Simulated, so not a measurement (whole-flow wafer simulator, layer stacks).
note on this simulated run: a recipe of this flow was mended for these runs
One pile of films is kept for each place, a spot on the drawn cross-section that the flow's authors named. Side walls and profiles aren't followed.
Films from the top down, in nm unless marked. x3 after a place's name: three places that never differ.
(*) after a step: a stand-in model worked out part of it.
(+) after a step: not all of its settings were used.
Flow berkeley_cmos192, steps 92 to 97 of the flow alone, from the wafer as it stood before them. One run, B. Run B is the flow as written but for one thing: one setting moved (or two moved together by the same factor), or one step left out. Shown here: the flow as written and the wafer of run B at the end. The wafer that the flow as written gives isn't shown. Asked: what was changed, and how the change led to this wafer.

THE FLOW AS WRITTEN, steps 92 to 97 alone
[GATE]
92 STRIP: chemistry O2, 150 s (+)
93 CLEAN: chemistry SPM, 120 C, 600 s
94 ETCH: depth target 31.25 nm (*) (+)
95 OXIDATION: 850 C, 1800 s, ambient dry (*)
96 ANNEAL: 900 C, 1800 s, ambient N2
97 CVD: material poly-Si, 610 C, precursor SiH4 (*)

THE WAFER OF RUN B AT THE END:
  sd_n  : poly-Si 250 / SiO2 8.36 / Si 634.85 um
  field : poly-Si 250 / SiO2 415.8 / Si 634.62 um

The cause: step 95, OXIDATION: 2160 s was run, where the flow has 1800 s.

How the change led to this, step by step:
  95 OXIDATION: 850 C, 1800 s, ambient dry (*)
      sd_n, spacer_n, gate, sd_p, spacer_p x2, contact, m1: SiO2 +8.36 (new film), Si -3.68 (as written it would be: SiO2 +7.48 (new film), Si -3.29)
